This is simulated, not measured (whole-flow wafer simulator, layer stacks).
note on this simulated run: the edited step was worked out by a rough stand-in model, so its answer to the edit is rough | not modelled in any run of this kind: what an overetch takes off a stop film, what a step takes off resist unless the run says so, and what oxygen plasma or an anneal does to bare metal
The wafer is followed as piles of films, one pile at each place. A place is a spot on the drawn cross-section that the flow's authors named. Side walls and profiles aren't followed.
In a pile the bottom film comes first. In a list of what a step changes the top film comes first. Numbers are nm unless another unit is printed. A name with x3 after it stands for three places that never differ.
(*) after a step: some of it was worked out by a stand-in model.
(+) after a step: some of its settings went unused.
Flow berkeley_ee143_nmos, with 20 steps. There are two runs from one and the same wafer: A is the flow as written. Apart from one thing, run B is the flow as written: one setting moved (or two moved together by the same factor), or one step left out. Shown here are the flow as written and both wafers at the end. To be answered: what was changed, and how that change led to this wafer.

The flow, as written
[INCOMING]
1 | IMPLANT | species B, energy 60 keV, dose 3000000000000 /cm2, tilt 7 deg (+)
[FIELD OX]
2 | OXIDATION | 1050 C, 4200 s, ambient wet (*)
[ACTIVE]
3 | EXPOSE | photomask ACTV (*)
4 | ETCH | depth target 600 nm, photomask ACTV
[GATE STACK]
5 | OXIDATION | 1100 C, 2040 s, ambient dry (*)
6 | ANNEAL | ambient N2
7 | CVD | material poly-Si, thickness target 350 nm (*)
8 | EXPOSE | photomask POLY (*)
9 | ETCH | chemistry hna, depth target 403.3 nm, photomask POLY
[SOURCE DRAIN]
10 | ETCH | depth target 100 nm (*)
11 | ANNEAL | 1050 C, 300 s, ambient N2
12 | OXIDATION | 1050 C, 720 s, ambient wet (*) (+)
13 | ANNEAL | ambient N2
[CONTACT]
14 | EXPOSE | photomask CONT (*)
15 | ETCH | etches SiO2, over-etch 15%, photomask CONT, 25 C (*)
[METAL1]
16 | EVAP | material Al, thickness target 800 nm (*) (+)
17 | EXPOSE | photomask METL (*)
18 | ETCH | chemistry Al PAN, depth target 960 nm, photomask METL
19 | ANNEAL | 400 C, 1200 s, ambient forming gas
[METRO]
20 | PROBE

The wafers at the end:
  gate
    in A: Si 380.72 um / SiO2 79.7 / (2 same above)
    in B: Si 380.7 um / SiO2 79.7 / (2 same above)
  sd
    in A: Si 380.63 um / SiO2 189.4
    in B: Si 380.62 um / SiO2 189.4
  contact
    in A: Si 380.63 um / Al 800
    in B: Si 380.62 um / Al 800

The reason: step 2, OXIDATION: 4620 s was run, though the flow has 4200 s.

The path from the change to this, step by step:
  2 | OXIDATION | 1050 C, 4200 s, ambient wet (*)
      gate, sd, contact, field: A SiO2 gains 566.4 (new film), chemical SiO2 loses 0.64 (all of it), Si loses 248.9 | B SiO2 gains 599.3 (new film), chemical SiO2 loses 0.64 (all of it), Si loses 263.4
  4 | ETCH | depth target 600 nm, photomask ACTV
      gate, sd, contact: A SiO2 loses 566.4 (all of it) | B SiO2 loses 599.3 (all of it)
  5 | OXIDATION | 1100 C, 2040 s, ambient dry (*)
      field: A SiO2 gains 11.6, Si loses 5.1 | B SiO2 gains 11, Si loses 4.86
  12 | OXIDATION | 1050 C, 720 s, ambient wet (*) (+)
      field: A SiO2 gains 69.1, Si loses 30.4 | B SiO2 gains 66, Si loses 29.1
